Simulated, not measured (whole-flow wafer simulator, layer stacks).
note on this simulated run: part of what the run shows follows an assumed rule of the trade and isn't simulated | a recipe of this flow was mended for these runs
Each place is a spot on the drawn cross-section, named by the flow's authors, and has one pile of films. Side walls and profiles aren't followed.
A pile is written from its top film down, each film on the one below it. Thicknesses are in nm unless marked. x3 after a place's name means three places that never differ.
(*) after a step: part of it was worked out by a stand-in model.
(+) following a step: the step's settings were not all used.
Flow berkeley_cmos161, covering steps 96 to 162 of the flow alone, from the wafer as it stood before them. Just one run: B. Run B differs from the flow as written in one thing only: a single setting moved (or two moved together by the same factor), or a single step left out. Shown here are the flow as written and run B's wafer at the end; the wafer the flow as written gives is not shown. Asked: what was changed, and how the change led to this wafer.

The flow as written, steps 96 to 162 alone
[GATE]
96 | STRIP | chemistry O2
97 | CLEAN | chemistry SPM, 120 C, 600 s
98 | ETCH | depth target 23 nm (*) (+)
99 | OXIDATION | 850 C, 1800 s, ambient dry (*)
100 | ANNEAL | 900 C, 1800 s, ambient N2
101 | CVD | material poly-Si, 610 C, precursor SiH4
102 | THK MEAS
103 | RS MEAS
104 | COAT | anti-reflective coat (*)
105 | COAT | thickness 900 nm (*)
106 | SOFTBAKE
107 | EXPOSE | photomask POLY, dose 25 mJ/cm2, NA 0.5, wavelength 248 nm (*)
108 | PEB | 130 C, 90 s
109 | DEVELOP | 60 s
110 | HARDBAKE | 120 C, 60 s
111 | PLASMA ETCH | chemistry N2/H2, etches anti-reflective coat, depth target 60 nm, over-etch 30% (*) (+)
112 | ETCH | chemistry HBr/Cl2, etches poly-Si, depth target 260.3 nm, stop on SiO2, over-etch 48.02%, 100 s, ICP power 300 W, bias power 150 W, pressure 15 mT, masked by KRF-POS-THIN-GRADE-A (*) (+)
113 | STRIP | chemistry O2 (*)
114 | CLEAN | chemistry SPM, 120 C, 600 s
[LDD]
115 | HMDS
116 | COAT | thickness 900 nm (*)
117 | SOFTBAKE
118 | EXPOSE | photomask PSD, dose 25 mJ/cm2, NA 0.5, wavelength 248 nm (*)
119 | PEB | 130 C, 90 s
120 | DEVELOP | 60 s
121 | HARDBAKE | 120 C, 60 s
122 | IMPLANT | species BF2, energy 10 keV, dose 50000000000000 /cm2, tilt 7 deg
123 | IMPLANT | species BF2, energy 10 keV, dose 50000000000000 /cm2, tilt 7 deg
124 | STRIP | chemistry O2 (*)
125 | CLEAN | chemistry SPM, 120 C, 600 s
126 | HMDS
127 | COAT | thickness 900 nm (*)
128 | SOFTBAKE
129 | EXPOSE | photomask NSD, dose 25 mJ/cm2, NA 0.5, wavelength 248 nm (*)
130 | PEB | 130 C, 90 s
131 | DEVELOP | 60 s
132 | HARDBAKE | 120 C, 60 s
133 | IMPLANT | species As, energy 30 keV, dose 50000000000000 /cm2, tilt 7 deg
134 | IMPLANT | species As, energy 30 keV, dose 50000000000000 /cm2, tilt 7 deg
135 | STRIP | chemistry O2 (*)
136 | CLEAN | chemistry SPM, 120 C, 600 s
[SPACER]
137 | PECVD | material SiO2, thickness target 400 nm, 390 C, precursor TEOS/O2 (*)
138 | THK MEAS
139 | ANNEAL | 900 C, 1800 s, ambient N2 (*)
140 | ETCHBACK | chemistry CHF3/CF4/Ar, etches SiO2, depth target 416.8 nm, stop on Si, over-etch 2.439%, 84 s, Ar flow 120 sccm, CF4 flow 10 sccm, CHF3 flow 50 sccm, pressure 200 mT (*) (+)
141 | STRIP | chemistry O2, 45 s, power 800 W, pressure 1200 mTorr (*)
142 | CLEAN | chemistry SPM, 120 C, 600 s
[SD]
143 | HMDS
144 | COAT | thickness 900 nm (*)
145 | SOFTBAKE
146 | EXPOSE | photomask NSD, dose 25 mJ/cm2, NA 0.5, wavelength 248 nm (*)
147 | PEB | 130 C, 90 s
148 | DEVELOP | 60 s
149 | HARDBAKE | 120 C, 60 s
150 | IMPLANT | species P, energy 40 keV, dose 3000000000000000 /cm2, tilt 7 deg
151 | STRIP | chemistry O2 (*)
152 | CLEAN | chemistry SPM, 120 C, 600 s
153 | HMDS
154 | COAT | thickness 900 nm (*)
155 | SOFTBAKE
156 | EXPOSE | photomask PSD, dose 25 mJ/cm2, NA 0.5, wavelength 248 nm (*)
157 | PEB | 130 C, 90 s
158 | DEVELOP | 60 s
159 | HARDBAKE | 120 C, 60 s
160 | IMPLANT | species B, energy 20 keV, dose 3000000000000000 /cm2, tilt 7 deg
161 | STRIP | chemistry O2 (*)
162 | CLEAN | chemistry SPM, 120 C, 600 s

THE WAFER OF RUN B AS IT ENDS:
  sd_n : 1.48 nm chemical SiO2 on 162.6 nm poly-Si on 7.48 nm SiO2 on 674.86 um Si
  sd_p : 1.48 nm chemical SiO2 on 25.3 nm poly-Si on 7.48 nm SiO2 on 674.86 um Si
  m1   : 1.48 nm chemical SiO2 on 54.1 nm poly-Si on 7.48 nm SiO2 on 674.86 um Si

The reason: step 111, PLASMA ETCH: chemistry N2/H2, etches anti-reflective coat, depth target 60 nm, over-etch 30% (*) (+), was skipped.

Step by step, how the change led to this:
  112 | ETCH | chemistry HBr/Cl2, etches poly-Si, depth target 260.3 nm, stop on SiO2, over-etch 48.02%, 100 s, ICP power 300 W, bias power 150 W, pressure 15 mT, masked by KRF-POS-THIN-GRADE-A (*) (+)
      field: -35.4 anti-reflective coat (all of it), -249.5 poly-Si (all of it), -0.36 SiO2 (it would be, as written: -244.8 poly-Si (all of it), -1.82 SiO2)
      sd_n: -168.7 anti-reflective coat (all of it), -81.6 poly-Si (it would be, as written: -248.2 poly-Si (all of it), -1.56 SiO2)
      (also at 5 further places)
  113 | STRIP | chemistry O2 (*)
      sd_n, sd_p, m1: +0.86 chemical SiO2 (new film), -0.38 poly-Si (it would be, as written: nothing)
      gate_n: +0.65 chemical SiO2 (new film), -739 KrF-resist (all of it), -25 anti-reflective coat (all of it), -0.29 poly-Si (it would be, as written: +0.63 chemical SiO2 (new film), -635.3 KrF-resist (all of it), -25 anti-reflective coat (all of it), -0.28 poly-Si)
      (also at 1 further place)
  116 | COAT | thickness 900 nm (*)
      field: +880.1 KrF-resist (new film) (it would be, as written: +845.4 KrF-resist (new film))
      sd_n: +875.3 KrF-resist (new film) (it would be, as written: +1016.2 KrF-resist (new film))
      (also at 5 further places)
  120 | DEVELOP | 60 s
      gate_p: -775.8 KrF-resist (all of it) (it would be, as written: -757 KrF-resist (all of it))
  121 | HARDBAKE | 120 C, 60 s
      field: -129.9 KrF-resist (it would be, as written: -124.8 KrF-resist)
      sd_n: -129.2 KrF-resist (it would be, as written: -150.3 KrF-resist)
      (also at 4 further places)
  124 | STRIP | chemistry O2 (*)
      sd_n: -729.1 KrF-resist (all of it), +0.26 chemical SiO2, -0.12 poly-Si (it would be, as written: -848.5 KrF-resist (all of it))
      sd_p: +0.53 chemical SiO2, -0.23 poly-Si (it would be, as written: nothing)
      (also at 5 further places)
  127 | COAT | thickness 900 nm (*)
      field: +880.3 KrF-resist (new film) (it would be, as written: +845 KrF-resist (new film))
      sd_n: +875.2 KrF-resist (new film) (it would be, as written: +1016.3 KrF-resist (new film))
      (also at 5 further places)
  131 | DEVELOP | 60 s
      sd_n: -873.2 KrF-resist (all of it) (it would be, as written: -1013.8 KrF-resist (all of it))
      spacer_n: -1072.3 KrF-resist (all of it) (it would be, as written: -1009.6 KrF-resist (all of it))
      (also at 3 further places)
  132 | HARDBAKE | 120 C, 60 s
      field: -130 KrF-resist (it would be, as written: -124.7 KrF-resist)
      gate_p: -114.7 KrF-resist (it would be, as written: -111.8 KrF-resist)
  135 | STRIP | chemistry O2 (*)
      field: -733.3 KrF-resist (all of it) (it would be, as written: -703.3 KrF-resist (all of it))
      gate_p: -646 KrF-resist (all of it), +0.09 chemical SiO2, -0.04 poly-Si (it would be, as written: -630 KrF-resist (all of it), +0.09 chemical SiO2, -0.04 poly-Si)
  137 | PECVD | material SiO2, thickness target 400 nm, 390 C, precursor TEOS/O2 (*)
      sd_n, m1: +400 SiO2 (new film) (it would be, as written: +400 SiO2)
      sd_p: +387.5 SiO2 (new film) (it would be, as written: +385.3 SiO2)
      (also at 1 further place)
  139 | ANNEAL | 900 C, 1800 s, ambient N2 (*)
      spacer_n: -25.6 SiO2 (it would be, as written: -17.3 SiO2)
  140 | ETCHBACK | chemistry CHF3/CF4/Ar, etches SiO2, depth target 416.8 nm, stop on Si, over-etch 2.439%, 84 s, Ar flow 120 sccm, CF4 flow 10 sccm, CHF3 flow 50 sccm, pressure 200 mT (*) (+)
      sd_n: -382 SiO2 (all of it), -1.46 chemical SiO2 (all of it), -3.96 poly-Si (it would be, as written: -387.9 SiO2 (all of it), -3.96 Si)
      sd_p: -370.1 SiO2 (all of it), -1.47 chemical SiO2 (all of it), -5.04 poly-Si (it would be, as written: -373.8 SiO2 (all of it), -3.96 Si)
      (also at 3 further places)
  144 | COAT | thickness 900 nm (*)
      field: +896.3 KrF-resist (new film) (it would be, as written: +864.5 KrF-resist (new film))
      sd_n: +859.7 KrF-resist (new film) (it would be, as written: +1006.2 KrF-resist (new film))
      (also at 6 further places)
  148 | DEVELOP | 60 s
      sd_n: -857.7 KrF-resist (all of it) (it would be, as written: -1003.8 KrF-resist (all of it))
      spacer_n: -869.8 KrF-resist (all of it) (it would be, as written: -811.1 KrF-resist (all of it))
      (also at 3 further places)
  149 | HARDBAKE | 120 C, 60 s
      field: -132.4 KrF-resist (it would be, as written: -127.6 KrF-resist)
      spacer_p: -121.8 KrF-resist (it would be, as written: -118.9 KrF-resist)
      (also at 1 further place)
  ... 4 other steps ...
  161 | STRIP | chemistry O2 (*)
      sd_n: -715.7 KrF-resist (all of it), +0.08 chemical SiO2, -0.04 poly-Si (it would be, as written: -840 KrF-resist (all of it), +0.08 chemical SiO2)
      field: -746.9 KrF-resist (all of it) (it would be, as written: -720.1 KrF-resist (all of it))
      (also at 4 further places)
